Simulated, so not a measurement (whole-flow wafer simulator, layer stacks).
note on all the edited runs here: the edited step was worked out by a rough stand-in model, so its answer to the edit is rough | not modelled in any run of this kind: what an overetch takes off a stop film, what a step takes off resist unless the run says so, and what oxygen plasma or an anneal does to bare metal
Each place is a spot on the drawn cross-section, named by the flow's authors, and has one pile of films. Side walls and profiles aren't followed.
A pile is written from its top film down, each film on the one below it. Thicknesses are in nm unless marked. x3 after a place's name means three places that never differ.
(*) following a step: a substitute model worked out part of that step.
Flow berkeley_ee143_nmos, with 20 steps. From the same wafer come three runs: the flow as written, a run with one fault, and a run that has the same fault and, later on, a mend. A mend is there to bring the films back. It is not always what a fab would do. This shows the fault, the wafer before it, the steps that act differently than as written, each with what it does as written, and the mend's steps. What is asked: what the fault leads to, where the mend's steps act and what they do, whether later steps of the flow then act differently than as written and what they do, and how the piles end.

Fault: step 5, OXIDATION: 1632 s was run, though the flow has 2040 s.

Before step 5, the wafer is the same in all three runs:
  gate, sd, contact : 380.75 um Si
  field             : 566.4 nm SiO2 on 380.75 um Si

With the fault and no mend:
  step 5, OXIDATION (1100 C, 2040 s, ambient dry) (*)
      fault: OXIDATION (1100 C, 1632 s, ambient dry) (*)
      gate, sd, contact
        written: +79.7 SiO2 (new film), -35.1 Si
        fault: +69.7 SiO2 (new film), -30.7 Si
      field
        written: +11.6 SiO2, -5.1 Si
        fault: +9.3 SiO2, -4.09 Si
  Steps later in the flow that act otherwise than as written (1 more step, not shown, differs only slightly: by at most 2% or 0.5 nm, whichever is larger):
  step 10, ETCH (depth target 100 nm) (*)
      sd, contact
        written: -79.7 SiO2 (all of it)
        fault: -69.7 SiO2 (all of it)
  At gate, the piles at the end differ from the flow's by more than 2% or 0.5 nm, whichever is larger.
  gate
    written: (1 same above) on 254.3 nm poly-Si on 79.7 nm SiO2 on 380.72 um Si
    fault: (1 same above) on 254.3 nm poly-Si on 69.7 nm SiO2 on 380.72 um Si

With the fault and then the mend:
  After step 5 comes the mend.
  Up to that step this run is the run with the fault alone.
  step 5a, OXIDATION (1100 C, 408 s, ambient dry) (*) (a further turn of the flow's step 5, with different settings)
      gate, sd, contact
        +10 SiO2, -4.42 Si
      field
        +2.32 SiO2, -1.02 Si
  Later steps of the flow that are run all act as written at every place that is followed, up to a difference of at most 2% or 0.5 nm, whichever is larger.
  At the end the piles are close to the flow's at the places that both follow, differing by at most 2% or 0.5 nm, whichever is larger.
